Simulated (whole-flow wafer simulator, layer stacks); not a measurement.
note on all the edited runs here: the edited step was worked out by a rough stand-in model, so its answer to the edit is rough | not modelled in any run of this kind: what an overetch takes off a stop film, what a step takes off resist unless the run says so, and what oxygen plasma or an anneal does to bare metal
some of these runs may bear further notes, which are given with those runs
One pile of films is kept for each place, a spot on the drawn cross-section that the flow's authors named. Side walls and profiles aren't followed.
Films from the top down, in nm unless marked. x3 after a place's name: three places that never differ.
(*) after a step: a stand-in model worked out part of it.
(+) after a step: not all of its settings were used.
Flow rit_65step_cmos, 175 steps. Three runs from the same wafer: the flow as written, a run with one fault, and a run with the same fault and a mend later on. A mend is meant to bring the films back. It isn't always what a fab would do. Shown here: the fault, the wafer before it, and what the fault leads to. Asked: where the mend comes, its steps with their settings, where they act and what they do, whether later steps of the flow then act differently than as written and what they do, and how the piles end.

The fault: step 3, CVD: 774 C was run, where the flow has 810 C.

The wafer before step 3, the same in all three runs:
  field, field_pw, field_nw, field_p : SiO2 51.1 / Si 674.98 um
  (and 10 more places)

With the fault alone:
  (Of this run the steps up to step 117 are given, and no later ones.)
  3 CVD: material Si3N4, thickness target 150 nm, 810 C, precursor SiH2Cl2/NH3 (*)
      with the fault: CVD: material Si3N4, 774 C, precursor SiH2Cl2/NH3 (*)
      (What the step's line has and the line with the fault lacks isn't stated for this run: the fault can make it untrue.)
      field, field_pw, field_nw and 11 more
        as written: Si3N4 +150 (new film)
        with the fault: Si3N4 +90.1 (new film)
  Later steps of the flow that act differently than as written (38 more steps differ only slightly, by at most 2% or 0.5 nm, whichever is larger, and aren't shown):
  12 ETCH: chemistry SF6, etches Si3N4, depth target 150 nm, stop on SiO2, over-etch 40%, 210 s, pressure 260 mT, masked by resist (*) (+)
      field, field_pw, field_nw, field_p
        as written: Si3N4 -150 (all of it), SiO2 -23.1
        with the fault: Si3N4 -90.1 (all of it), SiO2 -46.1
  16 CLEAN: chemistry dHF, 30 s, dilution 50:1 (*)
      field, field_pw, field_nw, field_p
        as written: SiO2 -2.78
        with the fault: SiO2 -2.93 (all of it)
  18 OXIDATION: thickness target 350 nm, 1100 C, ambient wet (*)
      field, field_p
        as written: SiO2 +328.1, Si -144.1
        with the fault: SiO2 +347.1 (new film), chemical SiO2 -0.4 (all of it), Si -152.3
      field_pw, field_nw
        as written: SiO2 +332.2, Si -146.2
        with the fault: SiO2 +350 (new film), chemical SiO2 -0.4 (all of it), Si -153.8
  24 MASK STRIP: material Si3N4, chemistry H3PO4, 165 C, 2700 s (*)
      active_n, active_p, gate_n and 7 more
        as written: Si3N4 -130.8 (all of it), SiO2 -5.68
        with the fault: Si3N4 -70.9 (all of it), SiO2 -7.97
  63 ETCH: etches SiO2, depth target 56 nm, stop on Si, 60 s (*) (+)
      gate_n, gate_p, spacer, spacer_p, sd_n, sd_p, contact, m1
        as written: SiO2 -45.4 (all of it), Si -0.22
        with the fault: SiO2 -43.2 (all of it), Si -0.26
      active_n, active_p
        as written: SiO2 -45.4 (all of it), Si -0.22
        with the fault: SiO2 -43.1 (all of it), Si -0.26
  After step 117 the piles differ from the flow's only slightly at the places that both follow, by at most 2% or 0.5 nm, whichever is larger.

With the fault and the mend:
  The mend comes after step 4.
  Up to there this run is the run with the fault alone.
  4a ETCH: chemistry h3po4, depth target 103.7 nm
      field, field_pw, field_nw and 11 more
        Si3N4 -90.1 (all of it)
  4b CLEAN: chemistry SC2, 75 C, 600 s
      changes no film at any place that is followed
  4c CVD: material Si3N4, thickness target 150 nm, 810 C, precursor SiH2Cl2/NH3 (*) (the flow's step 3 once more)
      field, field_pw, field_nw and 11 more
        Si3N4 +150 (new film)
  No later step of the flow acts differently than as written at any place that is followed.
  At the end the piles are the same as the flow's at every place that both follow.
